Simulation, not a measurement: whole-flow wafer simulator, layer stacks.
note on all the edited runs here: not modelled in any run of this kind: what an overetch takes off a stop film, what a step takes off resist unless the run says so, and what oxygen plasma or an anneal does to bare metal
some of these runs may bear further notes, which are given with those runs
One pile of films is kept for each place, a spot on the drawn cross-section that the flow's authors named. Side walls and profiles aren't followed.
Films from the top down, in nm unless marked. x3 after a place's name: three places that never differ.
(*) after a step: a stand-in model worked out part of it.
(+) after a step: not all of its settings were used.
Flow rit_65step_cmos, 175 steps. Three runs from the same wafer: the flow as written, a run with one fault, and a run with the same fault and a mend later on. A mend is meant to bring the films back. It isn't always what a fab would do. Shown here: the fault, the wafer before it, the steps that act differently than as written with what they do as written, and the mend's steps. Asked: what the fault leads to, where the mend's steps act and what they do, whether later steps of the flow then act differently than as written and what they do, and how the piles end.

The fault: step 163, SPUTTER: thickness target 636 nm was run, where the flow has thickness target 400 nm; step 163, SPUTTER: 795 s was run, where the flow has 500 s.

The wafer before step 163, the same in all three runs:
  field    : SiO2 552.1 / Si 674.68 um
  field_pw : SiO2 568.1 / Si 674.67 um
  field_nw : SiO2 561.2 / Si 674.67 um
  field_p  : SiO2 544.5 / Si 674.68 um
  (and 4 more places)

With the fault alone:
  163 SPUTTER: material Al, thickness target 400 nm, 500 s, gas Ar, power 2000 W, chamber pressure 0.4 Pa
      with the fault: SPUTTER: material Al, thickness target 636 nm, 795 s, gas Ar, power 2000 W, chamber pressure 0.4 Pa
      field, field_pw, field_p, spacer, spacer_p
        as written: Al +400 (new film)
        with the fault: Al +636 (new film)
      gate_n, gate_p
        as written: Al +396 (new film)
        with the fault: Al +570.4 (new film)
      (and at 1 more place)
  Later steps of the flow that act differently than as written:
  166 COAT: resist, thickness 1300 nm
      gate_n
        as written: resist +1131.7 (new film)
        with the fault: resist +1196.1 (new film)
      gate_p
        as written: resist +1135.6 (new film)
        with the fault: resist +1199.3 (new film)
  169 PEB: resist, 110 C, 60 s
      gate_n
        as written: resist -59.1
        with the fault: resist -62.7
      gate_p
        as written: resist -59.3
        with the fault: resist -62.8
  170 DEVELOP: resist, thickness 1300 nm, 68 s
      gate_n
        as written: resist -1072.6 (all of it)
        with the fault: resist -1133.4 (all of it)
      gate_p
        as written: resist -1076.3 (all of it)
        with the fault: resist -1136.5 (all of it)
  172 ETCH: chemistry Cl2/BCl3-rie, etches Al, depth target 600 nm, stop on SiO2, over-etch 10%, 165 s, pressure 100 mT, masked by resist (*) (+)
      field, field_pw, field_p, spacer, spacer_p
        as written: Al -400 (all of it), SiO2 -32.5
        with the fault: Al -636 (all of it), SiO2 -3
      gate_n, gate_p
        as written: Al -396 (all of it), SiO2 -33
        with the fault: Al -570.4 (all of it), SiO2 -11.2
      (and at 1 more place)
  At the end the piles differ from the flow's by more than 2% or 0.5 nm, whichever is larger, at field, field_pw, field_nw, field_p, gate_n, gate_p, spacer, spacer_p.
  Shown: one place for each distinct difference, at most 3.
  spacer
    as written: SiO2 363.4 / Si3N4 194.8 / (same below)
    with the fault: SiO2 392.9 / Si3N4 194.8 / (same below)
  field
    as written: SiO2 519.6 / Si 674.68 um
    with the fault: SiO2 549.1 / Si 674.68 um
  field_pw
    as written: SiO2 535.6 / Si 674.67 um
    with the fault: SiO2 565.1 / Si 674.67 um

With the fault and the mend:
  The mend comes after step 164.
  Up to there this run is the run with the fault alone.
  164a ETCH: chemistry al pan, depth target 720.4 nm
      field, field_pw, field_nw, field_p, spacer, spacer_p
        Al -636 (all of it)
      gate_n, gate_p
        Al -570.4 (all of it)
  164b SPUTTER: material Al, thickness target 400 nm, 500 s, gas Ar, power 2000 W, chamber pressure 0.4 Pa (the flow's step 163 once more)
      field, field_pw, field_p, spacer, spacer_p
        Al +400 (new film)
      gate_n, gate_p
        Al +396 (new film)
      field_nw
        Al +397.2 (new film)
  No later step of the flow acts differently than as written at any place that is followed.
  At the end the piles are the same as the flow's at every place that both follow.
